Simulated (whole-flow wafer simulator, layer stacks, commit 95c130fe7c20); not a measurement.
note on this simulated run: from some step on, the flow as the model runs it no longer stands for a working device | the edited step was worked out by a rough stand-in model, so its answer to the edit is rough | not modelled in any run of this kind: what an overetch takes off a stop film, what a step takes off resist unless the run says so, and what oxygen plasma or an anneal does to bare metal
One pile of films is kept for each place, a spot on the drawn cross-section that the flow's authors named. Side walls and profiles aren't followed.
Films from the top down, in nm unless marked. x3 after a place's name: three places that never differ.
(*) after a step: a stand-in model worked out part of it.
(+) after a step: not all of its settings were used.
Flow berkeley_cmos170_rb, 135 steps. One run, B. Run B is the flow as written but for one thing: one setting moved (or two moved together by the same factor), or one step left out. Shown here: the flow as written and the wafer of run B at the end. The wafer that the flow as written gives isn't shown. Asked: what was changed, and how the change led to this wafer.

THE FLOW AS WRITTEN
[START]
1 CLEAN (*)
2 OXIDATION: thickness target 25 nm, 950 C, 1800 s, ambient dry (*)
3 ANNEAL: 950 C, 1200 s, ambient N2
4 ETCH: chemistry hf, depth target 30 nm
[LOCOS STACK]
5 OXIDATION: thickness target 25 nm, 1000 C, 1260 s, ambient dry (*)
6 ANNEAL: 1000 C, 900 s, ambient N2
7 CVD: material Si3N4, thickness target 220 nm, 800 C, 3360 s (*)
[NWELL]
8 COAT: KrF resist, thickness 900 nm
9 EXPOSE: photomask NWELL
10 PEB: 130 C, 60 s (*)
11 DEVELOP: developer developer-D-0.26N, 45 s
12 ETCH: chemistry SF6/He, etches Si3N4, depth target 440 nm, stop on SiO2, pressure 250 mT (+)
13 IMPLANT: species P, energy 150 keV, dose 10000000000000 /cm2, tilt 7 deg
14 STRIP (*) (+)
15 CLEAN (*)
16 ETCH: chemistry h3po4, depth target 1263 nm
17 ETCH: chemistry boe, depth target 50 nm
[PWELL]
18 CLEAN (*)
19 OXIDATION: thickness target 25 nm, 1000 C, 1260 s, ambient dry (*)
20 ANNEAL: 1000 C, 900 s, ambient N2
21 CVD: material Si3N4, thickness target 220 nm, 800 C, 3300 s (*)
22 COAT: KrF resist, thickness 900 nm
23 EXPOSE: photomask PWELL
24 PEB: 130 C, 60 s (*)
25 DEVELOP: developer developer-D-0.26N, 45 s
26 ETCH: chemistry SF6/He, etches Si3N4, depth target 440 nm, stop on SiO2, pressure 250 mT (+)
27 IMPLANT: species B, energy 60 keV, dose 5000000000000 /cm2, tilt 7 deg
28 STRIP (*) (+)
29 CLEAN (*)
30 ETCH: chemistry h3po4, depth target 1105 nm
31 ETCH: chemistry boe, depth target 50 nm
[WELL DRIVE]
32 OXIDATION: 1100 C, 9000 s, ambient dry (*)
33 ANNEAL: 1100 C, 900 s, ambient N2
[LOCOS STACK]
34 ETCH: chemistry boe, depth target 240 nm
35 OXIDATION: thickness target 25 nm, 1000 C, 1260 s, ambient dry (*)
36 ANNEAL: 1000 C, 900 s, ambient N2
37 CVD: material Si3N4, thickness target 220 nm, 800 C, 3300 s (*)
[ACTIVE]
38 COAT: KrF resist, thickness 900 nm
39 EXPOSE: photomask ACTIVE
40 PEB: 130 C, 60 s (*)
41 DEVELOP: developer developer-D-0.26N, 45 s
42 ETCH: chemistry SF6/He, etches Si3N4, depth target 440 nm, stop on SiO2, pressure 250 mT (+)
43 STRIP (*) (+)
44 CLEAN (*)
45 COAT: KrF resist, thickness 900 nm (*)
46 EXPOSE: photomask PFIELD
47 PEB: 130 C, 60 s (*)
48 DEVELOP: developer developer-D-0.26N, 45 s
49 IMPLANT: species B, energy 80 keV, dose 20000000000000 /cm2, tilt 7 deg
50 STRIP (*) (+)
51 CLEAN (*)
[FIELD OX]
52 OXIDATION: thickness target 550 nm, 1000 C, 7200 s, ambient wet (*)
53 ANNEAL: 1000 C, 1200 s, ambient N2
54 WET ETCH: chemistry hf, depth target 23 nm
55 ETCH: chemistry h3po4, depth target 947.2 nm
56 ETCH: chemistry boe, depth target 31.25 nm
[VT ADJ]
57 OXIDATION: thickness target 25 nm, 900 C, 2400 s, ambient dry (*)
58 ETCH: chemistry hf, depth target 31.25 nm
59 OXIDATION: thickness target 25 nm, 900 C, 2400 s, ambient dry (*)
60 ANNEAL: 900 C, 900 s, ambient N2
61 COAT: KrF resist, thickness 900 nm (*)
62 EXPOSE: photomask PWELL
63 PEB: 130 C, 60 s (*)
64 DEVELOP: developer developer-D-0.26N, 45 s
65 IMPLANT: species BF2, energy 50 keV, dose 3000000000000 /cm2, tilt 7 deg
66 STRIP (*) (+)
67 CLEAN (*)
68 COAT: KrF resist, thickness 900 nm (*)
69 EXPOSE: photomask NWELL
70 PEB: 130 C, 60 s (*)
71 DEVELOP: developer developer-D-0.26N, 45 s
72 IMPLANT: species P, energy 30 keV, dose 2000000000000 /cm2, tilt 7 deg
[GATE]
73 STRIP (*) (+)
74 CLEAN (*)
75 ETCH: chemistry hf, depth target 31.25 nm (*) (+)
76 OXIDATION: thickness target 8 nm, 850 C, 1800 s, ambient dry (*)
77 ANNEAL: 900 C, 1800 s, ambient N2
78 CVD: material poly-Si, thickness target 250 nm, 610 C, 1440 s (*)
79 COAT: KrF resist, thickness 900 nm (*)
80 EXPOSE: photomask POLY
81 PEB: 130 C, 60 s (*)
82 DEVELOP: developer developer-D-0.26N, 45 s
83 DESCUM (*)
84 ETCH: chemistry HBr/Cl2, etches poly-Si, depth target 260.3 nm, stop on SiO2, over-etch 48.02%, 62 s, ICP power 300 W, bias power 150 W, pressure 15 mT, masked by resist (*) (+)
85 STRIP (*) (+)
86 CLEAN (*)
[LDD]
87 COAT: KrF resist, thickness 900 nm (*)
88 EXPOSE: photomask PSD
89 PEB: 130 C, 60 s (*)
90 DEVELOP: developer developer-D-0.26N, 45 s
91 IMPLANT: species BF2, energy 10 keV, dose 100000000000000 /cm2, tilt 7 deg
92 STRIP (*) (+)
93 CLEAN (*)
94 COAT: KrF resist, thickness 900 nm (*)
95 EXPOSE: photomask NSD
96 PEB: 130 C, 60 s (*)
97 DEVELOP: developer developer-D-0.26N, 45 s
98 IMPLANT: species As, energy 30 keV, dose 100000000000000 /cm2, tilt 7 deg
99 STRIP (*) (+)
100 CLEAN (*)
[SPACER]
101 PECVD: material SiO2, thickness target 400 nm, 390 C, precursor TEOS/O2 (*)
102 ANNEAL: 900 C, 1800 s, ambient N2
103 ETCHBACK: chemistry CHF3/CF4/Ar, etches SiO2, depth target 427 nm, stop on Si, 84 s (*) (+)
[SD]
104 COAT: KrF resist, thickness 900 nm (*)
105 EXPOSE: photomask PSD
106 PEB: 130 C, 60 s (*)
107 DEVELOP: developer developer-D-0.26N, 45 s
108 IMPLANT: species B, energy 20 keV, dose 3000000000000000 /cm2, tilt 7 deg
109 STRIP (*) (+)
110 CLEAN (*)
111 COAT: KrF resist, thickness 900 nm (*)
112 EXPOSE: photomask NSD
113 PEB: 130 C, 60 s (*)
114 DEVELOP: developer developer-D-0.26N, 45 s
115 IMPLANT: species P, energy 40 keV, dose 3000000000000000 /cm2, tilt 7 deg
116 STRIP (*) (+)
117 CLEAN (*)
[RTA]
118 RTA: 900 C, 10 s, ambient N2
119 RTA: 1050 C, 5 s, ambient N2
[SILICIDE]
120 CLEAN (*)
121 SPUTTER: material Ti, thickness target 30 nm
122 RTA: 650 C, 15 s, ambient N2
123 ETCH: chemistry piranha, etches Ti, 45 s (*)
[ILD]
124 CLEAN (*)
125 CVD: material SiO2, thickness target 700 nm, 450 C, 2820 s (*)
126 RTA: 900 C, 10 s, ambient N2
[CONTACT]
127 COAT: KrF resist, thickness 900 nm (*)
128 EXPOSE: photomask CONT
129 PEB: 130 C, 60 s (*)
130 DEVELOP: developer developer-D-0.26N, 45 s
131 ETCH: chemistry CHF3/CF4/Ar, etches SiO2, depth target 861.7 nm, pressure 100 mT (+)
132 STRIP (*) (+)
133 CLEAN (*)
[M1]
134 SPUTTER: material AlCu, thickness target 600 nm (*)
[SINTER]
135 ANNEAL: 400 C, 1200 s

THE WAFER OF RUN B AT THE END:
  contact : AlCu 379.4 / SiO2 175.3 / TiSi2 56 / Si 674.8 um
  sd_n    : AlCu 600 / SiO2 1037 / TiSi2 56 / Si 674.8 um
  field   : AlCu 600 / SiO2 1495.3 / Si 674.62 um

The cause: step 125, CVD: thickness target 1037 nm was run, where the flow has thickness target 700 nm; step 125, CVD: 4179 s was run, where the flow has 2820 s.
It can be read off the wafer: sd_n has SiO2 1037, and step 125 as written asks for 700 nm.

How the change led to this, step by step:
  125 CVD: material SiO2, thickness target 700 nm, 450 C, 2820 s (*)
      sd_n, gate, gate_p, contact, m1: SiO2 +1037 (new film) (as written it would be: SiO2 +700 (new film))
      field, spacer_n, spacer_p: SiO2 +1037 (as written it would be: SiO2 +700)
      (and at 1 more place)
  131 ETCH: chemistry CHF3/CF4/Ar, etches SiO2, depth target 861.7 nm, pressure 100 mT (+)
      contact: SiO2 -861.7 (as written it would be: SiO2 -700 (all of it), TiSi2 -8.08)
  134 SPUTTER: material AlCu, thickness target 600 nm (*)
      contact: AlCu +379.4 (new film) (as written it would be: AlCu +415.1 (new film))
